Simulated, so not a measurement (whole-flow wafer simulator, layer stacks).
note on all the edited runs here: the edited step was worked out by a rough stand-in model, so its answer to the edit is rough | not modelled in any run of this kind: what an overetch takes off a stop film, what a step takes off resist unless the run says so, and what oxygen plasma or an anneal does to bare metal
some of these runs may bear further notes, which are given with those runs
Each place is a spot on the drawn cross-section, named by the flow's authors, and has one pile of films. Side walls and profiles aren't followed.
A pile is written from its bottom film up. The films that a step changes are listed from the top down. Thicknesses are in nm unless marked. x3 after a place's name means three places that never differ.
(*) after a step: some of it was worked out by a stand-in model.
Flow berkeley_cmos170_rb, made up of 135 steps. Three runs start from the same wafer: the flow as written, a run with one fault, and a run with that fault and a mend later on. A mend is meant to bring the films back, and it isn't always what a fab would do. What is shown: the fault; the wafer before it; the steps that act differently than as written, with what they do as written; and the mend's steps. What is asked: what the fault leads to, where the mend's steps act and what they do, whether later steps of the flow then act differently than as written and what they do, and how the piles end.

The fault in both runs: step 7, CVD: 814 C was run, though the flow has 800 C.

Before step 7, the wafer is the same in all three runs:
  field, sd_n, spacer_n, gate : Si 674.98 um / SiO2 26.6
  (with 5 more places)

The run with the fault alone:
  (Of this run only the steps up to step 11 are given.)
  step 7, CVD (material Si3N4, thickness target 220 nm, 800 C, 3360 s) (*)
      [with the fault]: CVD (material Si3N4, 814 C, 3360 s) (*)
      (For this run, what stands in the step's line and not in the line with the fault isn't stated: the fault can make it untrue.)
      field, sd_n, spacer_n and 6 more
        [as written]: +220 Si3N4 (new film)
        [with the fault]: +262.6 Si3N4 (new film)
  None of the later steps of the flow up to step 11 acts differently than as written at any place that is followed.
  After step 11, at field, sd_n, spacer_n and 6 more, the piles differ from the flow's by more than 2% or 0.5 nm, whichever is larger.
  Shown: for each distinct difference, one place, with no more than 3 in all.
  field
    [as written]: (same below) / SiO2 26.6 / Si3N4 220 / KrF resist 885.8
    [with the fault]: (same below) / SiO2 26.6 / Si3N4 262.6 / KrF resist 885.8
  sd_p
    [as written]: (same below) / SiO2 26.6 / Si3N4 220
    [with the fault]: (same below) / SiO2 26.6 / Si3N4 262.6

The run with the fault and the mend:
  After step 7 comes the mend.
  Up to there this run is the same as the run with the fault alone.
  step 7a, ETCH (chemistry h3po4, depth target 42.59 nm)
      field, sd_n, spacer_n and 6 more
        -42.6 Si3N4
  None of the later steps of the flow acts differently than as written at any place that is followed.
  At every place that both follow, the piles at the end match the flow's.
